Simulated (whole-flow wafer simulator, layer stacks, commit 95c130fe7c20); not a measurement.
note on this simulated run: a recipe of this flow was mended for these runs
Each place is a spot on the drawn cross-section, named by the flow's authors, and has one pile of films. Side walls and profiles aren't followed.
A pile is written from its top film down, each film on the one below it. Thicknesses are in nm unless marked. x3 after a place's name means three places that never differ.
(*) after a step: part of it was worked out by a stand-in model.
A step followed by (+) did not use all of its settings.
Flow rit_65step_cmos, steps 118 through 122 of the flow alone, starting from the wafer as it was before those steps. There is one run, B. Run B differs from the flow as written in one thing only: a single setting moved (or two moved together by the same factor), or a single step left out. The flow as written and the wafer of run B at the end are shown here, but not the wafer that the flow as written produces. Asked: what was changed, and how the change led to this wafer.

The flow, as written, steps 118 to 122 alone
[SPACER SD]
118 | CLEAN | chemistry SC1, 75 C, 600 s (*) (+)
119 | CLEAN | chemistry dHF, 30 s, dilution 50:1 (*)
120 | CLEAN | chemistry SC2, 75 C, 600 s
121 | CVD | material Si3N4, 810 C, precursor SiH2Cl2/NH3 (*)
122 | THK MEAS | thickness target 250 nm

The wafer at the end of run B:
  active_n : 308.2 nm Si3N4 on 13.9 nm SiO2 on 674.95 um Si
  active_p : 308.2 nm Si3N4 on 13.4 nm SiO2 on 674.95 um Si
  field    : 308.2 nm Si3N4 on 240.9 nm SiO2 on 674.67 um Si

Cause: step 121, CVD: 829 C was run, while the flow as written has 810 C.

The path from the change to this, step by step:
  121 | CVD | material Si3N4, 810 C, precursor SiH2Cl2/NH3 (*)
      field, field_pw, field_nw and 11 more: +308.2 Si3N4 (new film) (in the flow as written it would be: +250 Si3N4 (new film))
